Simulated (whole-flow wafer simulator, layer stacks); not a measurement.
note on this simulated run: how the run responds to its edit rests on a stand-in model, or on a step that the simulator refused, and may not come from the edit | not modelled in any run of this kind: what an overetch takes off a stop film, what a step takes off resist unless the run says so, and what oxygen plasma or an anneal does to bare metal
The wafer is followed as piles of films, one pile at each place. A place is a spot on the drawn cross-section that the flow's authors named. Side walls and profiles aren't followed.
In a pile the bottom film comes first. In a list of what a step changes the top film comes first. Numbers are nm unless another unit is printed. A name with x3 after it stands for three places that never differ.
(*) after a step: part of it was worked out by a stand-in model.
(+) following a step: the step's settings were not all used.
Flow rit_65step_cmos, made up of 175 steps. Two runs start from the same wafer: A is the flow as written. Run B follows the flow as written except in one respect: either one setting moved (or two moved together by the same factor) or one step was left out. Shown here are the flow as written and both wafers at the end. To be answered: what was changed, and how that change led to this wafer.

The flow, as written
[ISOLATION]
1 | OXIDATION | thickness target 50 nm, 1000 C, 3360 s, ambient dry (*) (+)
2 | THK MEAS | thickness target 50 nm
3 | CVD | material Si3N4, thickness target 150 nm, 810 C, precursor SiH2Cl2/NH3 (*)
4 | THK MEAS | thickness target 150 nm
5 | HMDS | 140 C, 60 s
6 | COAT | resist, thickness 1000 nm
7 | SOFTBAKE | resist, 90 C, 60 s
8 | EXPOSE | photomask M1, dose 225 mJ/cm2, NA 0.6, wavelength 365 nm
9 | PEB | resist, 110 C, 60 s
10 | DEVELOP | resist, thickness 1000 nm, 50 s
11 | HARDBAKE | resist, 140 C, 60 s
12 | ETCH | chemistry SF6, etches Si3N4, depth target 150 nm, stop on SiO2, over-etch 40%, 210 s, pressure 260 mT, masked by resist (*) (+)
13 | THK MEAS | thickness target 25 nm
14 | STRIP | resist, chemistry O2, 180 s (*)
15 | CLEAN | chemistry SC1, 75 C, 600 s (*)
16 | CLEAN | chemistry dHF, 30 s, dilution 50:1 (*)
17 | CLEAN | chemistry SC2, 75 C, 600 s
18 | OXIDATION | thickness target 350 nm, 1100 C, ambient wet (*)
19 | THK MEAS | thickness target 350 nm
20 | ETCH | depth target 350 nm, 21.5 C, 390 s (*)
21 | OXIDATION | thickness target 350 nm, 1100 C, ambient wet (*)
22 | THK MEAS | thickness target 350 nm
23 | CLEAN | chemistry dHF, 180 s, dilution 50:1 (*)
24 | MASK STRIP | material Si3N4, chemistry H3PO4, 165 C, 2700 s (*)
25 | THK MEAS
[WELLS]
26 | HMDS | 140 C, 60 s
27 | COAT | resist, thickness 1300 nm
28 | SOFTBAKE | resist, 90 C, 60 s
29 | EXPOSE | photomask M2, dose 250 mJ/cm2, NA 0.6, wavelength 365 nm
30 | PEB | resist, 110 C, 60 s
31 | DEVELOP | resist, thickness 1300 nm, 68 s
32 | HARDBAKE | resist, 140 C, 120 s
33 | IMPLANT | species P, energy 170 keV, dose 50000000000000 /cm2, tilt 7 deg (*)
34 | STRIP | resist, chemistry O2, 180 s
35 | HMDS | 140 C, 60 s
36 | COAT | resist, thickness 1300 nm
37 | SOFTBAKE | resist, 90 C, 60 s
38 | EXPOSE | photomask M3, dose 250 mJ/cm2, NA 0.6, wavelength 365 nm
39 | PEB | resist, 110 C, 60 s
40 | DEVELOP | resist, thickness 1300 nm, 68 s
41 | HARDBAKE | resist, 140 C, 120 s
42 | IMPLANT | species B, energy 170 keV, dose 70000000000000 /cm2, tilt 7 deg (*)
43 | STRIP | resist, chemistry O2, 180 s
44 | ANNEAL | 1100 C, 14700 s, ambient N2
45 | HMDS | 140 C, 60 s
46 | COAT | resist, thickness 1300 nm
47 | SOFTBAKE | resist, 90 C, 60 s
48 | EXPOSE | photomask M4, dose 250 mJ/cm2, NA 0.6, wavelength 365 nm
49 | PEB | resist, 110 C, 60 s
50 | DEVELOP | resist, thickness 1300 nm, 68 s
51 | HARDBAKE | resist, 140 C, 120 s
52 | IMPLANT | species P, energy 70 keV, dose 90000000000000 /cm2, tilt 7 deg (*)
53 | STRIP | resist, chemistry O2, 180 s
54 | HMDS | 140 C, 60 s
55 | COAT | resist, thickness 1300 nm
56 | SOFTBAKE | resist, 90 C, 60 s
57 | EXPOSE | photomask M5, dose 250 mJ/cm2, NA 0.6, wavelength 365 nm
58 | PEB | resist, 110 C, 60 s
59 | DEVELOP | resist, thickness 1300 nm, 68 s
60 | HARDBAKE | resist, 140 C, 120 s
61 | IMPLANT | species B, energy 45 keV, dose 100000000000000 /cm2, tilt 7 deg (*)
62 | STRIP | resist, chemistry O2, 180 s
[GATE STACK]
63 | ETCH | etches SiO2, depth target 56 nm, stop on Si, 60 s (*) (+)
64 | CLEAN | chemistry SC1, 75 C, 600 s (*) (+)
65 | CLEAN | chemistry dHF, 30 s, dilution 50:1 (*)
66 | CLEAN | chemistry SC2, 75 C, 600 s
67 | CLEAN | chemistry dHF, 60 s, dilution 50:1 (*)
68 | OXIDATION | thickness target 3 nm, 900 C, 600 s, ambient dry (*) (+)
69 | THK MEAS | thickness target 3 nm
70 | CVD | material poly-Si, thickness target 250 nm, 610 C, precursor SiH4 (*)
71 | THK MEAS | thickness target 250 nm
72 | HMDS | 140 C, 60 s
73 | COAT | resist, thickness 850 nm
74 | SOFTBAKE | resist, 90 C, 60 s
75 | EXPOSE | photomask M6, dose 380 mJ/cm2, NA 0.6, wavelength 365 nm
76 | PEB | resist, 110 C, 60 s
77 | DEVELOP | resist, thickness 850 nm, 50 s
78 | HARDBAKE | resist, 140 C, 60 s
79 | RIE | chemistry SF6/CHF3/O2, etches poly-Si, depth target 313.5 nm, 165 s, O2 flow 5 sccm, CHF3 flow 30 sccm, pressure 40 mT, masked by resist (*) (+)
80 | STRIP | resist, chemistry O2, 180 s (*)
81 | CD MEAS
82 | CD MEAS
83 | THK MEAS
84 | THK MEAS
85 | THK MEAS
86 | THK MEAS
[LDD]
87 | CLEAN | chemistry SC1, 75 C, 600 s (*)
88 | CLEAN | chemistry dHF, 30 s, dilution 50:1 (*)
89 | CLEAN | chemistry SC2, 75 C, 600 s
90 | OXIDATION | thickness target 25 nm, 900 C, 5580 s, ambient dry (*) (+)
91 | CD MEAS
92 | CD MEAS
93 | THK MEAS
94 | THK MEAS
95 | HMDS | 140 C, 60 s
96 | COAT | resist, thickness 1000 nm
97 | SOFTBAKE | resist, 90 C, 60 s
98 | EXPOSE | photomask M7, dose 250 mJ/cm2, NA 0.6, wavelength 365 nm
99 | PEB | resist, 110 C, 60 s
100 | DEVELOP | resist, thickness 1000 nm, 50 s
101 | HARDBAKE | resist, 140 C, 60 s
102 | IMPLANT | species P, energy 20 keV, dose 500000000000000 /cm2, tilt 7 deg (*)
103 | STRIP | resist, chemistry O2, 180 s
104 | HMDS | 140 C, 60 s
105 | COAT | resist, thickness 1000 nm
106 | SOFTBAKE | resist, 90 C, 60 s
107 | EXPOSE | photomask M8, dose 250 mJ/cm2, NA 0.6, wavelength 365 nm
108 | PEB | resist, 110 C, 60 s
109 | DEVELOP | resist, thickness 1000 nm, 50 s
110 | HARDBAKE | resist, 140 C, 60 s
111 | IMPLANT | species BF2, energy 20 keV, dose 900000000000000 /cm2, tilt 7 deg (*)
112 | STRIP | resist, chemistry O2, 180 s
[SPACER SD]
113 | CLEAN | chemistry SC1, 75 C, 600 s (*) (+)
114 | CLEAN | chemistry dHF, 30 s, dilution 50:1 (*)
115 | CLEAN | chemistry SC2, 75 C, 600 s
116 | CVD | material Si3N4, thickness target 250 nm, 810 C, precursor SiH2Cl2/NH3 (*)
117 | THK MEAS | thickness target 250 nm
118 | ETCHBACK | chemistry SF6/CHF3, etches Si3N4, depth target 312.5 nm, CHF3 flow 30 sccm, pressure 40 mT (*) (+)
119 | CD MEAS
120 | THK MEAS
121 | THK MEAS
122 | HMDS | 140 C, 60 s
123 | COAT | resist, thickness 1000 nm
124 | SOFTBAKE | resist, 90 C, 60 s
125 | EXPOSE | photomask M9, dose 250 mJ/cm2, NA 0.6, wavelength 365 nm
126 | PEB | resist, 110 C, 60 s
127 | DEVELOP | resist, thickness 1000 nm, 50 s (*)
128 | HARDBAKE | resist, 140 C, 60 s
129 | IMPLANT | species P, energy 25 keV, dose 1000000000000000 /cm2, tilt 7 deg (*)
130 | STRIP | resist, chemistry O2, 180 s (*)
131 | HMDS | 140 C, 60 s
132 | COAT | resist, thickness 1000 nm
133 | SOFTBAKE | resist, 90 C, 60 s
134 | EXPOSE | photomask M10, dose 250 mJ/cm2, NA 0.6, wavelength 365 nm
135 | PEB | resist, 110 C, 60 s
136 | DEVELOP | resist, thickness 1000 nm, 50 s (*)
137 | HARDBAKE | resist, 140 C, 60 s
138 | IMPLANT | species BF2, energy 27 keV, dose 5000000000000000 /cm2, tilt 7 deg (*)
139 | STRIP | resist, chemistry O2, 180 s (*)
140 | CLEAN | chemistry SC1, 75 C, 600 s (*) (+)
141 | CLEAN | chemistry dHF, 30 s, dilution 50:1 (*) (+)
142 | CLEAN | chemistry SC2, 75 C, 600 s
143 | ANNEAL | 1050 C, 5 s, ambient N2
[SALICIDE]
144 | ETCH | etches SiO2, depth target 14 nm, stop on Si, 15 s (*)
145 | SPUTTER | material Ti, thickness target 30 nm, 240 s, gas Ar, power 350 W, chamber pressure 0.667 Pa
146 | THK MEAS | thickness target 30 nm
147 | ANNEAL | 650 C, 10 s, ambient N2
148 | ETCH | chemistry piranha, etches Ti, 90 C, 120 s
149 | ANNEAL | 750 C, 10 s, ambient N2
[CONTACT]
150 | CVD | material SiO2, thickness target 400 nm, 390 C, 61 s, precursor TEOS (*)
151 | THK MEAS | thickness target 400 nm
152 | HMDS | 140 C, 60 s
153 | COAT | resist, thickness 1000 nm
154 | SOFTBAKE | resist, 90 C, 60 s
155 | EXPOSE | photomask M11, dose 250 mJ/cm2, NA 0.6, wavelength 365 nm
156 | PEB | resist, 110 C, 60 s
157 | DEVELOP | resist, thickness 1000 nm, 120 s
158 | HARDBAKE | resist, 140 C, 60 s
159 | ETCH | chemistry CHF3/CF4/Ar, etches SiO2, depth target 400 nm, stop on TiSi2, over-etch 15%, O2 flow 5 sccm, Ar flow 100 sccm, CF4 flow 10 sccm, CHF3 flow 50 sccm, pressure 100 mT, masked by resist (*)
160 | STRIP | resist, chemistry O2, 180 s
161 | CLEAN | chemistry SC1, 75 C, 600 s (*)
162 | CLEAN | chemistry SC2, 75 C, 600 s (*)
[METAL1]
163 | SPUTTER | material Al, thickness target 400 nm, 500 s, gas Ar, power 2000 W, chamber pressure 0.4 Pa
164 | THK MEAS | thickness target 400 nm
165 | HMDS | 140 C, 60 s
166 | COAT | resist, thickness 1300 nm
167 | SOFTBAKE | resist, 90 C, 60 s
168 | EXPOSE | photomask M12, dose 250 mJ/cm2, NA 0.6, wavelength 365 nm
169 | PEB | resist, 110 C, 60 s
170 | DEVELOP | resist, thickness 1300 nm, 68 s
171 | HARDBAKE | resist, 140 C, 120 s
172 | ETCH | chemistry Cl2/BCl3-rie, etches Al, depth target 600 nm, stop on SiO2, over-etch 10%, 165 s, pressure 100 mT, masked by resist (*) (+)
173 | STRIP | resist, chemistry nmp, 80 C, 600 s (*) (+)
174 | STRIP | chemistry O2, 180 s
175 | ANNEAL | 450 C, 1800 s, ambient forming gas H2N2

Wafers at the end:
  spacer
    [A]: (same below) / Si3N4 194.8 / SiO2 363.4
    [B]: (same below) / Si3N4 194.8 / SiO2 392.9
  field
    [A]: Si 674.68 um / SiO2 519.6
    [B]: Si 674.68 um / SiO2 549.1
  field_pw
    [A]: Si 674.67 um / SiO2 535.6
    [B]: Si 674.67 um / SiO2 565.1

The reason: step 163, SPUTTER: thickness target 636 nm was run, though the flow has thickness target 400 nm; step 163, SPUTTER: 795 s was run, where the flow has 500 s.

How this came from the change, step by step:
  163 | SPUTTER | material Al, thickness target 400 nm, 500 s, gas Ar, power 2000 W, chamber pressure 0.4 Pa
      field, field_pw, field_p, spacer, spacer_p: A +400 Al (new film) | B +636 Al (new film)
      gate_n, gate_p: A +396 Al (new film) | B +570.4 Al (new film)
      (and at 1 other place as well)
  166 | COAT | resist, thickness 1300 nm
      gate_n: A +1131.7 resist (new film) | B +1196.1 resist (new film)
      gate_p: A +1135.6 resist (new film) | B +1199.3 resist (new film)
  169 | PEB | resist, 110 C, 60 s
      gate_n: A -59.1 resist | B -62.7 resist
      gate_p: A -59.3 resist | B -62.8 resist
  170 | DEVELOP | resist, thickness 1300 nm, 68 s
      gate_n: A -1072.6 resist (all of it) | B -1133.4 resist (all of it)
      gate_p: A -1076.3 resist (all of it) | B -1136.5 resist (all of it)
  172 | ETCH | chemistry Cl2/BCl3-rie, etches Al, depth target 600 nm, stop on SiO2, over-etch 10%, 165 s, pressure 100 mT, masked by resist (*) (+)
      field, field_pw, field_p, spacer, spacer_p: A -400 Al (all of it), -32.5 SiO2 | B -636 Al (all of it), -3 SiO2
      gate_n, gate_p: A -396 Al (all of it), -33 SiO2 | B -570.4 Al (all of it), -11.2 SiO2
      (and at 1 other place as well)
